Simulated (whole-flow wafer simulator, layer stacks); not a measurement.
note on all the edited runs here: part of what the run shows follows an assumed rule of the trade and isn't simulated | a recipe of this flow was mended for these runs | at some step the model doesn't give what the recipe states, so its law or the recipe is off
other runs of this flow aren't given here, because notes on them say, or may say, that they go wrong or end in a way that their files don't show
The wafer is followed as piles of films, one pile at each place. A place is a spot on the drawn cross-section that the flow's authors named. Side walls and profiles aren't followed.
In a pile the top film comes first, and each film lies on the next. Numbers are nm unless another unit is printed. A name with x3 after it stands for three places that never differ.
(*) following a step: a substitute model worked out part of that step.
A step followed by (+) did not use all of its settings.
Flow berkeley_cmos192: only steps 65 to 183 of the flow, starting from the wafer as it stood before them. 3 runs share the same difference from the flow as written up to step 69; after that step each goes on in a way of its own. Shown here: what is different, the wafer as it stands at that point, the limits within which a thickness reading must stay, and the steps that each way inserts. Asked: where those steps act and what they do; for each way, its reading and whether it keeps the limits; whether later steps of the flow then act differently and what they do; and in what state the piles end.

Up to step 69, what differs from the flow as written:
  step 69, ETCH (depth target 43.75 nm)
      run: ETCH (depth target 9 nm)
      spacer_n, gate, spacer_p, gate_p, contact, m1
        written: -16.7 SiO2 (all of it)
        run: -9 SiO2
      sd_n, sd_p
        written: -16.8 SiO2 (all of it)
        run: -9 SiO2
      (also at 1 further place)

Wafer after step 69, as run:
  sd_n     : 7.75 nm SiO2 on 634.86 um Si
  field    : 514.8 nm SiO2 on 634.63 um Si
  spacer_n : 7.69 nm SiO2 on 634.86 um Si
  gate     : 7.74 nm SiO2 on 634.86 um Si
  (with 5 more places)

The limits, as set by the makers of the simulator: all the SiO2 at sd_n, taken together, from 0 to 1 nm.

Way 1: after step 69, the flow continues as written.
  After step 69, the reading is 7.75 nm, outside the limits.
  Steps further on in the flow that do not act as written (32 other steps are not shown; they differ only slightly, by no more than 2% or 0.5 nm, whichever is larger):
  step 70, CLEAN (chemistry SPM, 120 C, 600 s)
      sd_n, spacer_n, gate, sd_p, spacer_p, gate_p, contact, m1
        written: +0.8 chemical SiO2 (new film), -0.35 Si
        way: nothing
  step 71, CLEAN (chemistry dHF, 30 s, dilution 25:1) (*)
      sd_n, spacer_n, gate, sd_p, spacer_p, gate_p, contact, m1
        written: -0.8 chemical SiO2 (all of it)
        way: -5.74 SiO2
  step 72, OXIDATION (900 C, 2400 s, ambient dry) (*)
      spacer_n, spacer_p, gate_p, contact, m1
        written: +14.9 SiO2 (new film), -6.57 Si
        way: +13 SiO2, -5.72 Si
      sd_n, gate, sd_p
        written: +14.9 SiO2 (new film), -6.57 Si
        way: +12.9 SiO2, -5.69 Si
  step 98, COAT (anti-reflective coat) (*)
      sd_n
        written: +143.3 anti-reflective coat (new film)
        way: +166.5 anti-reflective coat (new film)
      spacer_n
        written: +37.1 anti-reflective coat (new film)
        way: +29 anti-reflective coat (new film)
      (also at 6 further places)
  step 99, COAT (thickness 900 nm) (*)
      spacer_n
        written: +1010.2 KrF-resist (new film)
        way: +1038 KrF-resist (new film)
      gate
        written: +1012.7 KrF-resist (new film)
        way: +1040.7 KrF-resist (new film)
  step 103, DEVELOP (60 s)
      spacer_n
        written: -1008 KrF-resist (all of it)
        way: -1035.6 KrF-resist (all of it)
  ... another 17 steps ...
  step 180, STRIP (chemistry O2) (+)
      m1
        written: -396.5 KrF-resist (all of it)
        way: -413.3 KrF-resist (all of it)
  At field, sd_p, the piles at the end differ from the flow's by more than 2% or 0.5 nm, whichever is larger.
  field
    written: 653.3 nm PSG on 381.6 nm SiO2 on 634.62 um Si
    way: 653.3 nm PSG on 416.1 nm SiO2 on 634.62 um Si
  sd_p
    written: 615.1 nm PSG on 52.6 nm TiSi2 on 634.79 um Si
    way: 604 nm PSG on 51.2 nm TiSi2 on 634.8 um Si

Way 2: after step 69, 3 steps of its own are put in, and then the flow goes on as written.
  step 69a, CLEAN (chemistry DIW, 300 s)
      does not change any film at any place that is followed
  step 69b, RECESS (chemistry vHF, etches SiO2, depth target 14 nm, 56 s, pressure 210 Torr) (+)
      spacer_n, spacer_p, gate_p, contact, m1
        -7.69 SiO2 (all of it)
      sd_n, sd_p
        -7.75 SiO2 (all of it)
      field
        -14 SiO2
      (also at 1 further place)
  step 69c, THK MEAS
      does not change any film at any place that is followed
  After step 69c, the reading is 0 nm, within the limits.
  Steps further on in the flow that do not act as written (42 other steps are not shown; they differ only slightly, by no more than 2% or 0.5 nm, whichever is larger):
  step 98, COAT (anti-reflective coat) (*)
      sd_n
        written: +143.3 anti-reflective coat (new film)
        way: +157.7 anti-reflective coat (new film)
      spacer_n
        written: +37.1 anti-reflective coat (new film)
        way: +32 anti-reflective coat (new film)
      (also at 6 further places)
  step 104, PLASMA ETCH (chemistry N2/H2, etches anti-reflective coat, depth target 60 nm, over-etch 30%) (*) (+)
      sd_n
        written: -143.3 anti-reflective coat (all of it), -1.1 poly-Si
        way: -157.7 anti-reflective coat (all of it), -1.21 poly-Si
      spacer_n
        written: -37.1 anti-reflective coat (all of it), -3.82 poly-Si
        way: -32 anti-reflective coat (all of it), -4.44 poly-Si
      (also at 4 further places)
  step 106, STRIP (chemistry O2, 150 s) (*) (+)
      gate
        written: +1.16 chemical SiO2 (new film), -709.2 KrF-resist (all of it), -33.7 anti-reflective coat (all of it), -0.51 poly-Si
        way: +1.16 chemical SiO2 (new film), -726.6 KrF-resist (all of it), -28.1 anti-reflective coat (all of it), -0.51 poly-Si
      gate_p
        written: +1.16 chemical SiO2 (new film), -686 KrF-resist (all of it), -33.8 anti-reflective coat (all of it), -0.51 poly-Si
        way: +1.16 chemical SiO2 (new film), -697.8 KrF-resist (all of it), -29.6 anti-reflective coat (all of it), -0.51 poly-Si
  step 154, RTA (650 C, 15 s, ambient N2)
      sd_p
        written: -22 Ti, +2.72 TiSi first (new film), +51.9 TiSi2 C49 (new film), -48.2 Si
        way: -21.7 Ti, +1.9 TiSi first (new film), +52.3 TiSi2 C49 (new film), -47.9 Si
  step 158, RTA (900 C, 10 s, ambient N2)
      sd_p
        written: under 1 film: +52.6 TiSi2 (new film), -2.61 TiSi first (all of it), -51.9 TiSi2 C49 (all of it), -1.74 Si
        way: under 1 film: +51.8 TiSi2 (new film), -1.8 TiSi first (all of it), -52.3 TiSi2 C49 (all of it), -1.19 Si
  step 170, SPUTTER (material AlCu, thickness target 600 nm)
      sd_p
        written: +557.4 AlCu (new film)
        way: +545.3 AlCu (new film)
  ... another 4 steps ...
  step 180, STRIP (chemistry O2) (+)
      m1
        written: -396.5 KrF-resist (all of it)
        way: -406.7 KrF-resist (all of it)
  At field, the piles at the end differ from the flow's by more than 2% or 0.5 nm, whichever is larger.
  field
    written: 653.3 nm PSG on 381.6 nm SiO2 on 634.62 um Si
    way: 653.3 nm PSG on 402.2 nm SiO2 on 634.62 um Si

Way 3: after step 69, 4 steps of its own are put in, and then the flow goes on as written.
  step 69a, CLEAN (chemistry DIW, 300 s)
      does not change any film at any place that is followed
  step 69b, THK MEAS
      does not change any film at any place that is followed
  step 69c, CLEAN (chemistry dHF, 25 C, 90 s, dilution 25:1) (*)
      spacer_n, spacer_p, gate_p, contact, m1
        -7.69 SiO2 (all of it)
      sd_n, sd_p
        -7.75 SiO2 (all of it)
      field
        -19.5 SiO2
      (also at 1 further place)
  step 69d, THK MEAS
      does not change any film at any place that is followed
  After step 69d, the reading is 0 nm, within the limits.
  Steps further on in the flow that do not act as written (47 other steps are not shown; they differ only slightly, by no more than 2% or 0.5 nm, whichever is larger):
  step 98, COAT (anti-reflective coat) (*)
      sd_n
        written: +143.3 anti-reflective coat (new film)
        way: +153.7 anti-reflective coat (new film)
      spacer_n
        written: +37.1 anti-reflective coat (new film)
        way: +33.3 anti-reflective coat (new film)
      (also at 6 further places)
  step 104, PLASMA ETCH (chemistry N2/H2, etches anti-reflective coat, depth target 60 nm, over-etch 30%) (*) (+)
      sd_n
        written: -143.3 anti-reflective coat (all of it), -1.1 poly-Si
        way: -153.7 anti-reflective coat (all of it), -1.18 poly-Si
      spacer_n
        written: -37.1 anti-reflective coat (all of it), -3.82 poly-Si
        way: -33.3 anti-reflective coat (all of it), -4.27 poly-Si
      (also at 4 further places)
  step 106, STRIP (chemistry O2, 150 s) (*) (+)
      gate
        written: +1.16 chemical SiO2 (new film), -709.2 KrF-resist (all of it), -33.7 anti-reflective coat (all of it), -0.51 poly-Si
        way: +1.16 chemical SiO2 (new film), -721.9 KrF-resist (all of it), -29.5 anti-reflective coat (all of it), -0.51 poly-Si
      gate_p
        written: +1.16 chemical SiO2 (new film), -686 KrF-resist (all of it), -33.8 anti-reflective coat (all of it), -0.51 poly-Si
        way: +1.16 chemical SiO2 (new film), -694.6 KrF-resist (all of it), -30.6 anti-reflective coat (all of it), -0.51 poly-Si
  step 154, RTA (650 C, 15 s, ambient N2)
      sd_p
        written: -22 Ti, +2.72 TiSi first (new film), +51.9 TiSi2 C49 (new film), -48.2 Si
        way: -21.8 Ti, +2.13 TiSi first (new film), +52.2 TiSi2 C49 (new film), -48 Si
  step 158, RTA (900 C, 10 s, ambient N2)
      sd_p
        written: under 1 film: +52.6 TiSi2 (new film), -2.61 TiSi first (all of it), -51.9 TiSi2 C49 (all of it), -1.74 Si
        way: under 1 film: +52 TiSi2 (new film), -2.02 TiSi first (all of it), -52.2 TiSi2 C49 (all of it), -1.34 Si
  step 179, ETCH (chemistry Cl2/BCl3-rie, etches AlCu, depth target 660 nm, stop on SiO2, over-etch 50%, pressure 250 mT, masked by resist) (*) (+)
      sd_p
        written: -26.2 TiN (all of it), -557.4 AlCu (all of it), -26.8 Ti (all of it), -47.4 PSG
        way: -25.8 TiN (all of it), -548.6 AlCu (all of it), -26.5 Ti (all of it), -48.6 PSG
  At field, the piles at the end differ from the flow's by more than 2% or 0.5 nm, whichever is larger.
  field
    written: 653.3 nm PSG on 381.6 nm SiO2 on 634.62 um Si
    way: 653.3 nm PSG on 396.7 nm SiO2 on 634.62 um Si

Inside the limits: way 2, way 3. Outside the limits: way 1.
